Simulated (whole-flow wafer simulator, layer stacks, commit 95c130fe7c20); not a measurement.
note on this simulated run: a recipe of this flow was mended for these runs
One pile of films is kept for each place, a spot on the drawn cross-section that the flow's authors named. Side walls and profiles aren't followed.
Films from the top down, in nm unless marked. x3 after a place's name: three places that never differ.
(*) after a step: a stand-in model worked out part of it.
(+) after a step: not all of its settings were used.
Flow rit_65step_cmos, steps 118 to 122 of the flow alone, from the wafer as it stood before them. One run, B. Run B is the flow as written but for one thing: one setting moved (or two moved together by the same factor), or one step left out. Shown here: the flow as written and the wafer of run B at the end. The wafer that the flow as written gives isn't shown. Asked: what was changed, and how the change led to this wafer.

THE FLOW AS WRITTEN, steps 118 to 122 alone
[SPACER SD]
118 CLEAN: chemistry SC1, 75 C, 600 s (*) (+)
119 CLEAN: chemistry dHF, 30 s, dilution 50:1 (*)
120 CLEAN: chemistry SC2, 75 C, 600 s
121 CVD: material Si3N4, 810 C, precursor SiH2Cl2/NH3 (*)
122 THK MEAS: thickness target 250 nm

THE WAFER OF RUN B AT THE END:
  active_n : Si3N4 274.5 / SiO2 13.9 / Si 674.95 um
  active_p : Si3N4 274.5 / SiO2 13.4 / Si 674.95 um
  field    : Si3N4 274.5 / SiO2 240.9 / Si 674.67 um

The cause: step 121, CVD: 818 C was run, where the flow has 810 C.

How the change led to this, step by step:
  121 CVD: material Si3N4, 810 C, precursor SiH2Cl2/NH3 (*)
      field, field_pw, field_nw and 11 more: Si3N4 +274.5 (new film) (as written it would be: Si3N4 +250 (new film))
